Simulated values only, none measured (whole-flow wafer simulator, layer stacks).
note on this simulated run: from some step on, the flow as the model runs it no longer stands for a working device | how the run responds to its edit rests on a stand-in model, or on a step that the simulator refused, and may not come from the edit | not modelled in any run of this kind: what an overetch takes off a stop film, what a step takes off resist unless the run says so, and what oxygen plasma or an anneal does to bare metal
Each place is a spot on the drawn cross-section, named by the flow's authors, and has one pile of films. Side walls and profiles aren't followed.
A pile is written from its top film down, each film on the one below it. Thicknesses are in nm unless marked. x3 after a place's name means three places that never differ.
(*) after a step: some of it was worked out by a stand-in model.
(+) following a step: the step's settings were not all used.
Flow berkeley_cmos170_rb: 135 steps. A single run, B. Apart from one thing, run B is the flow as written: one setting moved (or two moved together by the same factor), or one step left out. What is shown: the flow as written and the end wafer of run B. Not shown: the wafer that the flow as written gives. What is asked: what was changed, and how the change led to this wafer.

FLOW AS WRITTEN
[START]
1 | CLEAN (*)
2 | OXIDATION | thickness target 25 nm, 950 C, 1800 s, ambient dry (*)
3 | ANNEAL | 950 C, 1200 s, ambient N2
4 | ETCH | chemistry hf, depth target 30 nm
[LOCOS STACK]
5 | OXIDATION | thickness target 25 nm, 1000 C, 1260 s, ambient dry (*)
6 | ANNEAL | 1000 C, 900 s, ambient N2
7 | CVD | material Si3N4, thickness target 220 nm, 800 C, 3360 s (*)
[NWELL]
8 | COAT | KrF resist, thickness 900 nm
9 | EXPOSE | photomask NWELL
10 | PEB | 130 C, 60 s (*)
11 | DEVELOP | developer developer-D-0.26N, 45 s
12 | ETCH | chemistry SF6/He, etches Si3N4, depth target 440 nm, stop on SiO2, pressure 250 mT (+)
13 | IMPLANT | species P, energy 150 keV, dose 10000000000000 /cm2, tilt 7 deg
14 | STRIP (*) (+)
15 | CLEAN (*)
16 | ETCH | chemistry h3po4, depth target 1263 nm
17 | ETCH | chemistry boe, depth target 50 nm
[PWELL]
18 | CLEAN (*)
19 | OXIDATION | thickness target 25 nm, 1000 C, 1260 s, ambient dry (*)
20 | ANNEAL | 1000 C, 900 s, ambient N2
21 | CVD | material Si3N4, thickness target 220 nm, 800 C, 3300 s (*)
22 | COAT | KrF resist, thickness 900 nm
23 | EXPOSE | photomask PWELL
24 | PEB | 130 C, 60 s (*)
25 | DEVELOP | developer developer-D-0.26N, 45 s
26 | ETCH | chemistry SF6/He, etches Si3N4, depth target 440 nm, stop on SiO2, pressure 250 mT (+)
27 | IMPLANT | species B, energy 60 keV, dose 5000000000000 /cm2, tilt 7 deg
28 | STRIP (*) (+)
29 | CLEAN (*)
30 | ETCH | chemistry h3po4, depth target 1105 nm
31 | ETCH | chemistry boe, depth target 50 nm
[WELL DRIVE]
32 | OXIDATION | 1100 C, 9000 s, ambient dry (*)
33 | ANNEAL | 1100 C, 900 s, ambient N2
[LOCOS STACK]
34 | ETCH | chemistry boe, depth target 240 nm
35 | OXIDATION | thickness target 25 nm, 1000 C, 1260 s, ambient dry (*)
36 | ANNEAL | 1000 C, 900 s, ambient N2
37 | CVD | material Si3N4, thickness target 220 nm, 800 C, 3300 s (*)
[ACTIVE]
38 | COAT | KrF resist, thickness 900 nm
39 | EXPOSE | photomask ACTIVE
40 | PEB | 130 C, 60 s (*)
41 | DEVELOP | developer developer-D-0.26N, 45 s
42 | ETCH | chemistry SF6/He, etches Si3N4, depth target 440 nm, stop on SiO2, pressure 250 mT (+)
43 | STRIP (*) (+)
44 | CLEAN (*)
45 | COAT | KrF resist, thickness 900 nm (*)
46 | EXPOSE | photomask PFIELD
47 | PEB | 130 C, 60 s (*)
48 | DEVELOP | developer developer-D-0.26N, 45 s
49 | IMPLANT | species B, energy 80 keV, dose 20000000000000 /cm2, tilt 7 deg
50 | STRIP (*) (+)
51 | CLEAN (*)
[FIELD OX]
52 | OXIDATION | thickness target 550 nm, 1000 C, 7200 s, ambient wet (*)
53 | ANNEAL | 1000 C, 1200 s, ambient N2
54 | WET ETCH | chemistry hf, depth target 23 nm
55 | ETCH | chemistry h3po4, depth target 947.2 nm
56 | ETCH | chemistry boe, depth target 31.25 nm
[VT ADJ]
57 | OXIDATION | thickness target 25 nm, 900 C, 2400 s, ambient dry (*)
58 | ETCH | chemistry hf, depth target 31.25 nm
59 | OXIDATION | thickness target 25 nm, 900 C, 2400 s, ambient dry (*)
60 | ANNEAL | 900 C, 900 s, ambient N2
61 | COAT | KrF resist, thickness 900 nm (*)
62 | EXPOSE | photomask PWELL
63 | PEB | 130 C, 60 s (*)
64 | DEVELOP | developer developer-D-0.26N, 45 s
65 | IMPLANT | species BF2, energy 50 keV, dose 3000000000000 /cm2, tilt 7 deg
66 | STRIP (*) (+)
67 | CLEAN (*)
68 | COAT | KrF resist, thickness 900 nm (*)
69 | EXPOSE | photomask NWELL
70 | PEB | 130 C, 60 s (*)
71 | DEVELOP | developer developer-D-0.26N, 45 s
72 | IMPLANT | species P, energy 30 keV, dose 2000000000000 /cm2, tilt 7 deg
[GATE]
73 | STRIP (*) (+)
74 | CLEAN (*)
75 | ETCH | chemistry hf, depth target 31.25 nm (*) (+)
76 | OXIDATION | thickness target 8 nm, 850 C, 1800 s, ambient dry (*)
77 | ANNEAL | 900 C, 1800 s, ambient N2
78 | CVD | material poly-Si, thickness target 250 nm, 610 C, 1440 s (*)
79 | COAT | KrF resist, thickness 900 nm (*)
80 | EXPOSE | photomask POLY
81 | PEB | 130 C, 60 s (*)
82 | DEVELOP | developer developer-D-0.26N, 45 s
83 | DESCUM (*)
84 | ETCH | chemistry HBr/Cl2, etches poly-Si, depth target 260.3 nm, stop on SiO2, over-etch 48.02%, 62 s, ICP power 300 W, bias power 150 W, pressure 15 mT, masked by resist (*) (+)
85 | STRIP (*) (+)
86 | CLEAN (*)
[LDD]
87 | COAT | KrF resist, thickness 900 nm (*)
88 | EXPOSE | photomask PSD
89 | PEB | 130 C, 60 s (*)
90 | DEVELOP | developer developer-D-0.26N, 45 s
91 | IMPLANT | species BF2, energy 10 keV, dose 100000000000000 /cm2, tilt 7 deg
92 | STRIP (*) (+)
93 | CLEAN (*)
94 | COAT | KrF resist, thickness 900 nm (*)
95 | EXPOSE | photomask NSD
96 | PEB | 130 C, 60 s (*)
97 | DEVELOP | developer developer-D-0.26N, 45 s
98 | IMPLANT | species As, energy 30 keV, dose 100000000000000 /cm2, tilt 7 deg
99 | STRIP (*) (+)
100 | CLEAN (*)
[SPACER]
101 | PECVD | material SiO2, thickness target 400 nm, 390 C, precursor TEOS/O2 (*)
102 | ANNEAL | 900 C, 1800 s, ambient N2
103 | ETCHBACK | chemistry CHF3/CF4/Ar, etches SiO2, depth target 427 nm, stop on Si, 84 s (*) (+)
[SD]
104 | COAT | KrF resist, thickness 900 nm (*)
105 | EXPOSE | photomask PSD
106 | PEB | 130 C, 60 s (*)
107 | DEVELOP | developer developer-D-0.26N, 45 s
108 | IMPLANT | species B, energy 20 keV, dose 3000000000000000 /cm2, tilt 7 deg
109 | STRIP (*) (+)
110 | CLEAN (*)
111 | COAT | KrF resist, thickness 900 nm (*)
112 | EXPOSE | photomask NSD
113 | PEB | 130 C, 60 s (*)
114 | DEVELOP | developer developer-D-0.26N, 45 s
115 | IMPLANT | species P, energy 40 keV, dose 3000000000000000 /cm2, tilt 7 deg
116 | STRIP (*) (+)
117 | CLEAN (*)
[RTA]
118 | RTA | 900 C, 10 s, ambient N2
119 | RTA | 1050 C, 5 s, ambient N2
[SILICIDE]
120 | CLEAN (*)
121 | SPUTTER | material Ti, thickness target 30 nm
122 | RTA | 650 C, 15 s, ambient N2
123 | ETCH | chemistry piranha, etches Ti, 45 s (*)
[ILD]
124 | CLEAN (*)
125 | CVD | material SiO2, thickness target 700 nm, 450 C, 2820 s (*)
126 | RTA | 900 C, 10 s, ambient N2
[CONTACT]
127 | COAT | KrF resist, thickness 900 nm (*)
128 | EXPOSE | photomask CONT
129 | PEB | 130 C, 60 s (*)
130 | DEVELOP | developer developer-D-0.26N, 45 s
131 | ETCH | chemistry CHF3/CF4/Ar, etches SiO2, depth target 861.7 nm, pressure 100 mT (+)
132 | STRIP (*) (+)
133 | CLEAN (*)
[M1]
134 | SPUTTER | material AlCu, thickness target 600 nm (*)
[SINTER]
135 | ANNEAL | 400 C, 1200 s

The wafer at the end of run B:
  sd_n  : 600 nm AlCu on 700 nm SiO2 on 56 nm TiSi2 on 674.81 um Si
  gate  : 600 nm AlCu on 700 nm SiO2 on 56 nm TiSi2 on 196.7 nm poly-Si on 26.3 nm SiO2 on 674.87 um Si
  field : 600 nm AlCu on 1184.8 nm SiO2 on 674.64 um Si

What caused this: step 34, ETCH: depth target 108 nm was run, though the flow has depth target 240 nm.

The path from the change to this, step by step:
  34 | ETCH | chemistry boe, depth target 240 nm
      field, sd_n, spacer_n and 6 more: -108 SiO2 (it would be, as written: -197.6 SiO2 (all of it))
  35 | OXIDATION | thickness target 25 nm, 1000 C, 1260 s, ambient dry (*)
      field, sd_n, spacer_n and 6 more: +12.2 SiO2, -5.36 Si (it would be, as written: +26.6 SiO2 (new film), -11.7 Si)
  52 | OXIDATION | thickness target 550 nm, 1000 C, 7200 s, ambient wet (*)
      gate, sd_p: +12.9 SiO2 (new film), -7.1 Si3N4 (it would be, as written: +12.9 SiO2 (new film), -7.1 Si3N4, +0.08 SiO2, -0.08 Si)
      sd_n: +12.9 SiO2 (new film), -7.1 Si3N4 (it would be, as written: +12.9 SiO2 (new film), -7.1 Si3N4, +2.22 SiO2, -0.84 Si)
      (and at 2 other places as well)
  56 | ETCH | chemistry boe, depth target 31.25 nm
      spacer_n, gate, sd_p, spacer_p, gate_p, contact: -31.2 SiO2 (it would be, as written: -26.6 SiO2 (all of it))
      sd_n: -31.2 SiO2 (it would be, as written: -28.8 SiO2 (all of it))
      (and at 1 other place as well)
  57 | OXIDATION | thickness target 25 nm, 900 C, 2400 s, ambient dry (*)
      sd_n, spacer_n, gate, sd_p, spacer_p, gate_p, contact, m1: +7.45 SiO2, -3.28 Si (it would be, as written: +15 SiO2 (new film), -6.62 Si)
  58 | ETCH | chemistry hf, depth target 31.25 nm
      sd_n, spacer_n, gate, sd_p, spacer_p, gate_p, contact, m1: -31.2 SiO2 (it would be, as written: -15 SiO2 (all of it))
  59 | OXIDATION | thickness target 25 nm, 900 C, 2400 s, ambient dry (*)
      sd_n, spacer_n, gate, sd_p, spacer_p, gate_p, contact, m1: +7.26 SiO2, -3.19 Si (it would be, as written: +15 SiO2 (new film), -6.62 Si)
  75 | ETCH | chemistry hf, depth target 31.25 nm (*) (+)
      sd_n, spacer_n, gate, sd_p, spacer_p, gate_p, contact, m1: -31.3 SiO2 (it would be, as written: -15 SiO2 (all of it))
  76 | OXIDATION | thickness target 8 nm, 850 C, 1800 s, ambient dry (*)
      sd_n, spacer_n, gate, sd_p, spacer_p, gate_p, contact, m1: +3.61 SiO2, -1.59 Si (it would be, as written: +7.53 SiO2 (new film), -3.31 Si)
  103 | ETCHBACK | chemistry CHF3/CF4/Ar, etches SiO2, depth target 427 nm, stop on Si, 84 s (*) (+)
      sd_n, contact, m1: -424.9 SiO2 (all of it) (it would be, as written: -406.1 SiO2 (all of it))
      sd_p: -405 SiO2 (all of it) (it would be, as written: -388.4 SiO2 (all of it))
  104 | COAT | KrF resist, thickness 900 nm (*)
      sd_n: +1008 KrF resist (new film) (it would be, as written: +982.1 KrF resist (new film))
      sd_p: +1015.3 KrF resist (new film) (it would be, as written: +990.7 KrF resist (new film))
  107 | DEVELOP | developer developer-D-0.26N, 45 s
      sd_p: -1015.3 KrF resist (all of it) (it would be, as written: -990.7 KrF resist (all of it))
  109 | STRIP (*) (+)
      sd_n: -993.8 KrF resist (all of it) (it would be, as written: -967.9 KrF resist (all of it))
  111 | COAT | KrF resist, thickness 900 nm (*)
      sd_n: +1008 KrF resist (new film) (it would be, as written: +982.1 KrF resist (new film))
      sd_p: +1015.3 KrF resist (new film) (it would be, as written: +990.7 KrF resist (new film))
  114 | DEVELOP | developer developer-D-0.26N, 45 s
      sd_n: -1008 KrF resist (all of it) (it would be, as written: -982.1 KrF resist (all of it))
  116 | STRIP (*) (+)
      sd_p: -1001.1 KrF resist (all of it) (it would be, as written: -976.5 KrF resist (all of it))
  ... 5 further steps ...
  134 | SPUTTER | material AlCu, thickness target 600 nm (*)
      sd_p: +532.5 AlCu (new film) (it would be, as written: +545.9 AlCu (new film))
